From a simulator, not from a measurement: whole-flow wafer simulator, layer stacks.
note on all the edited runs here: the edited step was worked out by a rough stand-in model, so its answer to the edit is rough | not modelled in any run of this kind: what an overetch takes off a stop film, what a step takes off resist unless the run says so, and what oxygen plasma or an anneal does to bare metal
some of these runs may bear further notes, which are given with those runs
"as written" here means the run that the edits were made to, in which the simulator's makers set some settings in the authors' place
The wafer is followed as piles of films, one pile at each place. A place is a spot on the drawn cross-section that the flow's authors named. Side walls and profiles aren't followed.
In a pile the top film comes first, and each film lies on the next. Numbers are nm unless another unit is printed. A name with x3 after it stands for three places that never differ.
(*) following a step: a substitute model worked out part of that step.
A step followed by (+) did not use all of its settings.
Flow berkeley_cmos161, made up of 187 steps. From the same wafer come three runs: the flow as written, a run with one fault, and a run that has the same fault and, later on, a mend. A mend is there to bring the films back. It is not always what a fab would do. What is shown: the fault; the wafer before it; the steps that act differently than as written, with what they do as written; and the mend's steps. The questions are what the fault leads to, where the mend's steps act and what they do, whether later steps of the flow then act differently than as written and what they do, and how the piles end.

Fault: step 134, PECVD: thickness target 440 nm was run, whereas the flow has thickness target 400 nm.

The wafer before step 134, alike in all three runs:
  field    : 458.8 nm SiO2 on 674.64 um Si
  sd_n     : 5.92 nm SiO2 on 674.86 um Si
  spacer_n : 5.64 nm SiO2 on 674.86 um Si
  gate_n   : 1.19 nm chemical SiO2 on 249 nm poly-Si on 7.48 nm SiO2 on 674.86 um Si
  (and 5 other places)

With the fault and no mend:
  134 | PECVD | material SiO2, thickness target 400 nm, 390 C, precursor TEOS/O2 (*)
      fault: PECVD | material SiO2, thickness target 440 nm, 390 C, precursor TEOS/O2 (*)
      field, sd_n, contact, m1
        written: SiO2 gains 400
        fault: SiO2 gains 440
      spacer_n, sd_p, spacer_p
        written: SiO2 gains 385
        fault: SiO2 gains 423.3
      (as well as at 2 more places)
  Later steps of the flow acting differently than as written (7 other steps are not shown; they differ only slightly, by no more than 2% or 0.5 nm, whichever is larger):
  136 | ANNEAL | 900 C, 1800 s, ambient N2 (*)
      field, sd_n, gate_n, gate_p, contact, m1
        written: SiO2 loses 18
        fault: SiO2 loses 19.8
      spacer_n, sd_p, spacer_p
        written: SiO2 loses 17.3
        fault: SiO2 loses 19
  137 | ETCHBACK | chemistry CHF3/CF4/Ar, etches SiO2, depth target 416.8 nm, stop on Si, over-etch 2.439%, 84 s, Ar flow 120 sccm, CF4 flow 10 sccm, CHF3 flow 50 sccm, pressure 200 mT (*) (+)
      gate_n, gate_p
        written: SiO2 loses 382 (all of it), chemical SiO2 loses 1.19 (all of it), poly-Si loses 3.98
        fault: SiO2 loses 420.2 (all of it), chemical SiO2 loses 1.19 (all of it), poly-Si loses 0.51
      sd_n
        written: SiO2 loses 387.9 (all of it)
        fault: SiO2 loses 426.1 (all of it)
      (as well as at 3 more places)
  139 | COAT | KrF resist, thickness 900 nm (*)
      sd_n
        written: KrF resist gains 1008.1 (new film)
        fault: KrF resist gains 1031.1 (new film)
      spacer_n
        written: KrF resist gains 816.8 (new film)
        fault: KrF resist gains 799.7 (new film)
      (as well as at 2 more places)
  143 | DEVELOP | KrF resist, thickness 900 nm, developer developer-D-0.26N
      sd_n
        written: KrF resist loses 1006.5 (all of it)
        fault: KrF resist loses 1029.4 (all of it)
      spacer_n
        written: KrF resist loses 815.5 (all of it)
        fault: KrF resist loses 798.4 (all of it)
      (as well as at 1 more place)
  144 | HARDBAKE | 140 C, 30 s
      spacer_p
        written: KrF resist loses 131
        fault: KrF resist loses 127.8
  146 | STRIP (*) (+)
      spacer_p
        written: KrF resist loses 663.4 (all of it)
        fault: KrF resist loses 646.8 (all of it)
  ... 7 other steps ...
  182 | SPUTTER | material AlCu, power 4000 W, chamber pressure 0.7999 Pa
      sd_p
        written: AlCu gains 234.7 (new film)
        fault: AlCu gains 225.5 (new film)
  By the end, the piles at field, spacer_n, sd_p, spacer_p depart from the flow's by more than 2% or 0.5 nm, whichever is larger.
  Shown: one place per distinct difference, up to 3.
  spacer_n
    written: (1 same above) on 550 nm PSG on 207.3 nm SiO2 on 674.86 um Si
    fault: (1 same above) on 550 nm PSG on 245.5 nm SiO2 on 674.86 um Si
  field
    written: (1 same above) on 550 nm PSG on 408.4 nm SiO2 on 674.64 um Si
    fault: (1 same above) on 550 nm PSG on 446.6 nm SiO2 on 674.64 um Si
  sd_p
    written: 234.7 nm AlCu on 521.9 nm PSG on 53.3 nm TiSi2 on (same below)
    fault: 225.5 nm AlCu on 516.3 nm PSG on 53.3 nm TiSi2 on (same below)

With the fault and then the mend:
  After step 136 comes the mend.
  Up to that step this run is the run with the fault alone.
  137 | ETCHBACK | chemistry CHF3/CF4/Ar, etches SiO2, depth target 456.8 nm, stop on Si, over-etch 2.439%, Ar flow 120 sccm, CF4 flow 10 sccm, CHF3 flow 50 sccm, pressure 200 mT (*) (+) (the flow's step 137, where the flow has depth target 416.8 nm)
      spacer_n, spacer_p
        SiO2 loses 200
      gate_n, gate_p
        SiO2 loses 420.2 (all of it), chemical SiO2 loses 1.19 (all of it), poly-Si loses 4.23
      field
        SiO2 loses 468
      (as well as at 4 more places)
  Later steps of the flow that are run all act as written at every place that is followed, up to a difference of at most 2% or 0.5 nm, whichever is larger.
  At the end the piles are close to the flow's at the places that both follow, differing by at most 2% or 0.5 nm, whichever is larger.
